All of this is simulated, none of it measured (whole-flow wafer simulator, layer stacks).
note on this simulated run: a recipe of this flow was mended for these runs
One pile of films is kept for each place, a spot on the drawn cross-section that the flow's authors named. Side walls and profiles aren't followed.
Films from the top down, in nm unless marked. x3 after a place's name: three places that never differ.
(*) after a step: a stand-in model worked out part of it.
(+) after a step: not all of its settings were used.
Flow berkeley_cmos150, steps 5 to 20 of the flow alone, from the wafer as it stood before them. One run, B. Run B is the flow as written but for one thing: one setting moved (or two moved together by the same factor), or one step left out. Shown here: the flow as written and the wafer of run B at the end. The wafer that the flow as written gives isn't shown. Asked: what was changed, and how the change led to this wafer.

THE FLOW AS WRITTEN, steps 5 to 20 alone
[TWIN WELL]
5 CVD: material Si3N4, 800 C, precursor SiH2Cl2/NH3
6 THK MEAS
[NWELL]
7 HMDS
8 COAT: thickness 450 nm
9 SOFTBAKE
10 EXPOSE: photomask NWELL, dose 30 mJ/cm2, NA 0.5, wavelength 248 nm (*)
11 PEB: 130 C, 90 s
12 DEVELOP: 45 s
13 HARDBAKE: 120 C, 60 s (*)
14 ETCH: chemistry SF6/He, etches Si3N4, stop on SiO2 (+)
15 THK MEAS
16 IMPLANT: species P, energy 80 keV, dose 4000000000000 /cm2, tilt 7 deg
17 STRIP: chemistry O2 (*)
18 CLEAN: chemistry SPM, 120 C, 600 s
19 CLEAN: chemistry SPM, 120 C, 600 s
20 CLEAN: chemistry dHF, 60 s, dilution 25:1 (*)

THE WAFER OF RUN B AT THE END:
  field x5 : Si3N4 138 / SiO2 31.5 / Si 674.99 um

The cause: step 5, CVD: 832 C was run, where the flow has 800 C.

How the change led to this, step by step:
  5 CVD: material Si3N4, 800 C, precursor SiH2Cl2/NH3
      field x5, field_p x3: Si3N4 +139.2 (new film) (as written it would be: Si3N4 +106 (new film))
  14 ETCH: chemistry SF6/He, etches Si3N4, stop on SiO2 (+)
      field x5: KrF-resist -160 (as written it would be: KrF-resist -124)
      field_p x3: Si3N4 -139.2 (all of it), SiO2 -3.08 (as written it would be: Si3N4 -106 (all of it), SiO2 -3.08)
  17 STRIP: chemistry O2 (*)
      field x5: KrF-resist -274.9 (all of it) (as written it would be: KrF-resist -310.9 (all of it))
